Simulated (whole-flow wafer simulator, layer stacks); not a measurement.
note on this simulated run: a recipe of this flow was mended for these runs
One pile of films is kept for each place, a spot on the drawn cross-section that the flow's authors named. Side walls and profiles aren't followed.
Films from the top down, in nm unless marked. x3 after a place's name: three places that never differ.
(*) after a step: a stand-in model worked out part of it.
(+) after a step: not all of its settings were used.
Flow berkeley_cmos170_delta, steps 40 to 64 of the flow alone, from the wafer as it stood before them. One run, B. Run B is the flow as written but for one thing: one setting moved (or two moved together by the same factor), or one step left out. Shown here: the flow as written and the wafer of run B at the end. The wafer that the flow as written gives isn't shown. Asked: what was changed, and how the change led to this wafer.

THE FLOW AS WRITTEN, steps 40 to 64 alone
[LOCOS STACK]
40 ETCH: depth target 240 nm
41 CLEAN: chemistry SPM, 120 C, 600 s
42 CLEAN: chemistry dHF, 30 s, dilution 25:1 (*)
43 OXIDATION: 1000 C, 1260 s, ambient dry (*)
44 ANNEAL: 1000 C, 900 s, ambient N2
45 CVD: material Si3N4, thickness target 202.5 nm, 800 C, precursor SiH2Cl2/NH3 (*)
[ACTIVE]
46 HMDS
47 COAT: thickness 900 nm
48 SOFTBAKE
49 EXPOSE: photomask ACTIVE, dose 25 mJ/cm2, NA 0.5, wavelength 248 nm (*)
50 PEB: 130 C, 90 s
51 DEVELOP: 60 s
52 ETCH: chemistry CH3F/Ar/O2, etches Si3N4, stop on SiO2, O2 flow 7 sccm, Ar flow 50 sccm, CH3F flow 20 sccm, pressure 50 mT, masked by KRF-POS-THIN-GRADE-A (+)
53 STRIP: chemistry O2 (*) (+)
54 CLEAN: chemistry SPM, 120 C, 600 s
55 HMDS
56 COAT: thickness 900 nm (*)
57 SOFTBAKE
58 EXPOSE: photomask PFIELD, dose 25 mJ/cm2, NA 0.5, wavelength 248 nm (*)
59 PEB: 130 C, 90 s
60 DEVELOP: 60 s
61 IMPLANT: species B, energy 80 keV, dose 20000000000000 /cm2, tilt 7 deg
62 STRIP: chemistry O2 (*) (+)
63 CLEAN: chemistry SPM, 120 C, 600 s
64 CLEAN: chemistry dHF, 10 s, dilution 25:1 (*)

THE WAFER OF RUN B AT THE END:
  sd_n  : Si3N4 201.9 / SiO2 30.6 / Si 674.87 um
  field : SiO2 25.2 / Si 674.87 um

The cause: step 43, OXIDATION: 1016 C was run, where the flow has 1000 C.

How the change led to this, step by step:
  43 OXIDATION: 1000 C, 1260 s, ambient dry (*)
      field, sd_n, spacer_n and 6 more: SiO2 +30.6 (new film), Si -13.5 (as written it would be: SiO2 +26.6 (new film), Si -11.7)
